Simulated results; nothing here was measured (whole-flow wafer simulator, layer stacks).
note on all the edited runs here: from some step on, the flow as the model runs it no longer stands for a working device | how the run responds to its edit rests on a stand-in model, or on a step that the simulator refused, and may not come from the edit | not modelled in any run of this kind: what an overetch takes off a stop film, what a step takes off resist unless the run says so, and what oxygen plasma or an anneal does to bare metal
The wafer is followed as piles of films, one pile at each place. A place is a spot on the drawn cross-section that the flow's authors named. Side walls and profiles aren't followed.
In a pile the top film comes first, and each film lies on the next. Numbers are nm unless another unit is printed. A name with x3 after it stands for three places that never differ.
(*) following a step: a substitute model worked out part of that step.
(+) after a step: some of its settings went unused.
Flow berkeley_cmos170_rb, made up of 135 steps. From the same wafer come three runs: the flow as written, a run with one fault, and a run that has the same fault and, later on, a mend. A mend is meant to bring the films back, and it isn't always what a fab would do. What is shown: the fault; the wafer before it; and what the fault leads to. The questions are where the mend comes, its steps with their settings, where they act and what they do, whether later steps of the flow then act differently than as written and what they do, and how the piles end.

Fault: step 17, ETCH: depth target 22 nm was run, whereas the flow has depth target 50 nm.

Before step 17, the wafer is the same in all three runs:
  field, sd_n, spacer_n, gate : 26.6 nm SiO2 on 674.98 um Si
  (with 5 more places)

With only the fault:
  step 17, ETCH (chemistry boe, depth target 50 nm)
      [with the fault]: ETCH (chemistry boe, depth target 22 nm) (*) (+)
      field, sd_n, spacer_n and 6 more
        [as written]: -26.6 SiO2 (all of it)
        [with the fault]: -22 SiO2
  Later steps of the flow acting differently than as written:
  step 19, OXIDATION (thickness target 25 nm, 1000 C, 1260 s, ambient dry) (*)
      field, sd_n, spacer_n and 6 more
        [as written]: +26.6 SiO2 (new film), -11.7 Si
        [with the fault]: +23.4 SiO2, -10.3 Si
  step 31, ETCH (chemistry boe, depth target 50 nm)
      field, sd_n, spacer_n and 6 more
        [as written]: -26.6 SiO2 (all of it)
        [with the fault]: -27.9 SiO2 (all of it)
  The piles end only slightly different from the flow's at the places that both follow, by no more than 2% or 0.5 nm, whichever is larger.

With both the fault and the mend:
  After step 17 comes the mend.
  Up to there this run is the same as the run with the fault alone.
  step 17a, ETCH (chemistry boe, depth target 28 nm) (the flow's step 17 again, with other settings)
      field, sd_n, spacer_n and 6 more
        -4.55 SiO2 (all of it)
  None of the later steps of the flow acts differently than as written at any place that is followed.
  By the end, the piles equal the flow's at every place that both follow.
